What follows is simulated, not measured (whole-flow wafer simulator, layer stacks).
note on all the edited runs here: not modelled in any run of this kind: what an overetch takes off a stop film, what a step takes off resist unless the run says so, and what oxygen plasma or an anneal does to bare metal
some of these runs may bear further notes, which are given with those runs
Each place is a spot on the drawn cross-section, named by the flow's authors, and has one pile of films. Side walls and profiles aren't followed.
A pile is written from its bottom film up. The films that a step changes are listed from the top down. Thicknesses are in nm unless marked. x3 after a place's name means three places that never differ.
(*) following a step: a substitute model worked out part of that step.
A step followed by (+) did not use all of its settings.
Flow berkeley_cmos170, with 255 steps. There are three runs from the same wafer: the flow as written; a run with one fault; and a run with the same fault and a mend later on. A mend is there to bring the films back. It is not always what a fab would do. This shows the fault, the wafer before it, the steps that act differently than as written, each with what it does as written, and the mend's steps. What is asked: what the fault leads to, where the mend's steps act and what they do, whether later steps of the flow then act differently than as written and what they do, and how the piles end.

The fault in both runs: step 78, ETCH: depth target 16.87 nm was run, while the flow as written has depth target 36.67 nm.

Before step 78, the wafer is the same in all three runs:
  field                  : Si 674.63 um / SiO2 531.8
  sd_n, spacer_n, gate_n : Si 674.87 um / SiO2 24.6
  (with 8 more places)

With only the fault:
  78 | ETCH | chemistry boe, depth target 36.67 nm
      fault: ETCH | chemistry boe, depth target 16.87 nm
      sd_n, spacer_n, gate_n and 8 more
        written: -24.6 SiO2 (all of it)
        fault: -16.9 SiO2
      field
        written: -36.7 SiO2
        fault: -16.9 SiO2
  Later steps of the flow acting differently than as written (43 more steps, not shown, differ only slightly: by at most 2% or 0.5 nm, whichever is larger):
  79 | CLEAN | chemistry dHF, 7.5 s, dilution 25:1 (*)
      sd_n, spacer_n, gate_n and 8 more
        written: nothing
        fault: -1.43 SiO2
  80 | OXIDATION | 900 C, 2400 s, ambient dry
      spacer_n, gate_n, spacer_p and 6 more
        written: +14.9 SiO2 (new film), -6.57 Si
        fault: +12.8 SiO2, -5.62 Si
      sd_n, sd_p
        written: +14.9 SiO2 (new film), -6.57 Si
        fault: +12.8 SiO2, -5.61 Si
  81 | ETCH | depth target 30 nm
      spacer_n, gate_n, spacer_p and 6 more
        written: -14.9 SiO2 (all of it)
        fault: -19 SiO2 (all of it)
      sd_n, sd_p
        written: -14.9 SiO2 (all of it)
        fault: -19.1 SiO2 (all of it)
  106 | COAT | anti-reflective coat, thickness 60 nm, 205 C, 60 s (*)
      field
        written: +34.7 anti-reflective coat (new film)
        fault: +35.5 anti-reflective coat (new film)
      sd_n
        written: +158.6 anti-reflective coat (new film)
        fault: +176.6 anti-reflective coat (new film)
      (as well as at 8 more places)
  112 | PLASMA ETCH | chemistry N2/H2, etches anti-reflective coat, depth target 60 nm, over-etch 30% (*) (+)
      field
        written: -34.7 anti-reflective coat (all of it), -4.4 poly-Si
        fault: -35.5 anti-reflective coat (all of it), -4.97 poly-Si
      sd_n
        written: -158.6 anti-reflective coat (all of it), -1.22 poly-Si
        fault: -176.6 anti-reflective coat (all of it), -1.36 poly-Si
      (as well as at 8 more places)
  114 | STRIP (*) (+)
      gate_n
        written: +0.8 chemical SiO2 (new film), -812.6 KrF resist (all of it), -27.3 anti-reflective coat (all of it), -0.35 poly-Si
        fault: +0.8 chemical SiO2 (new film), -829.7 KrF resist (all of it), -22.9 anti-reflective coat (all of it), -0.35 poly-Si
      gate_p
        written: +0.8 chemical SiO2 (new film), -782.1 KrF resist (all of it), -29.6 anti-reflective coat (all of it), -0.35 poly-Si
        fault: +0.8 chemical SiO2 (new film), -791.6 KrF resist (all of it), -27.3 anti-reflective coat (all of it), -0.35 poly-Si
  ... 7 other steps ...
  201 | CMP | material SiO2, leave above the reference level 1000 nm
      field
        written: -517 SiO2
        fault: -535.8 SiO2
  The piles end different from the flow's at field by more than 2% or 0.5 nm, whichever is larger.
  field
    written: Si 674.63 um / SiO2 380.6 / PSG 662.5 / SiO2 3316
    fault: Si 674.63 um / SiO2 400.2 / PSG 662.5 / SiO2 3297.3

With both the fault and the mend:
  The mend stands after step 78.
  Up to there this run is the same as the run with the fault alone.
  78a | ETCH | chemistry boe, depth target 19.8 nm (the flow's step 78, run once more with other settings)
      spacer_n, gate_n, spacer_p and 6 more
        -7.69 SiO2 (all of it)
      sd_n, sd_p
        -7.75 SiO2 (all of it)
      field
        -19.8 SiO2
  Every later step of the flow that is run acts as written, at every place that is followed, to within 2% or 0.5 nm, whichever is larger.
  By the end, the piles equal the flow's at every place that both follow.
